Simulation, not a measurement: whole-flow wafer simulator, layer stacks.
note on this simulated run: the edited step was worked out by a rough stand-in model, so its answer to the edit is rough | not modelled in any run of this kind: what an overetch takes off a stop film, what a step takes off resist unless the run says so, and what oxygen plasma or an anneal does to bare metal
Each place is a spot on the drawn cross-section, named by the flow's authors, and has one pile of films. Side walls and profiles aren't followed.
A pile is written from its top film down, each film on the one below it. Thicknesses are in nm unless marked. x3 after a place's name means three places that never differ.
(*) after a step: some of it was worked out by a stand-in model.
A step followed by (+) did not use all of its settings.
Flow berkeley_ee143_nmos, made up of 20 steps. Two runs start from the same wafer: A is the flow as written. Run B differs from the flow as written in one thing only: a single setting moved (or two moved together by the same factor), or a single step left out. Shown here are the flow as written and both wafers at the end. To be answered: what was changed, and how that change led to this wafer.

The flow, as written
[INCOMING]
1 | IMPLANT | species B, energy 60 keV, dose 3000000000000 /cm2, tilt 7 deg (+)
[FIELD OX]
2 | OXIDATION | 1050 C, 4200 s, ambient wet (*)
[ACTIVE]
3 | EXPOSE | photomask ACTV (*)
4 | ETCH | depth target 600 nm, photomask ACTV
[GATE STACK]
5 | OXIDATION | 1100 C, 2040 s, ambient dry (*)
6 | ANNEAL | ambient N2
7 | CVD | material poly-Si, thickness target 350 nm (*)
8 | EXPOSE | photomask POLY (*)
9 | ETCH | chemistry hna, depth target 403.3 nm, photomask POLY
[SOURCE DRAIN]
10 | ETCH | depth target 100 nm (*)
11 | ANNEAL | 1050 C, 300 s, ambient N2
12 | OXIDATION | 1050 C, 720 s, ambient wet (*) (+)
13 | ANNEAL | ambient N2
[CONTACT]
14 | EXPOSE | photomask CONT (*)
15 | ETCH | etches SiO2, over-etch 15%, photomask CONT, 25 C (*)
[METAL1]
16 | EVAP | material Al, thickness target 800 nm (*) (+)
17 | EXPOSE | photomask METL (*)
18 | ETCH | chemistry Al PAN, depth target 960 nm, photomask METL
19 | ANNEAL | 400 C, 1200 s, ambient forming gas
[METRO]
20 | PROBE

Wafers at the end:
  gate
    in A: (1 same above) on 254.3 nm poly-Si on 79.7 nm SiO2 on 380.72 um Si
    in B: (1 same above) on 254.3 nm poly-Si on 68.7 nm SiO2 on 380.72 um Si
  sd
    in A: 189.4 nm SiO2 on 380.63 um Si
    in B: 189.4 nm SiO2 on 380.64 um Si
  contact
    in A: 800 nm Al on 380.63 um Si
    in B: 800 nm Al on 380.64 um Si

The reason: step 5, OXIDATION: 1080 C was run, whereas the flow has 1100 C.

Step by step, how the change led to this:
  5 | OXIDATION | 1100 C, 2040 s, ambient dry (*)
      gate, sd, contact: A SiO2 gains 79.7 (new film), Si loses 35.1 | B SiO2 gains 68.7 (new film), Si loses 30.2
      field: A SiO2 gains 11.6, Si loses 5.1 | B SiO2 gains 9.63, Si loses 4.24
  10 | ETCH | depth target 100 nm (*)
      sd, contact: A SiO2 loses 79.7 (all of it) | B SiO2 loses 68.7 (all of it)
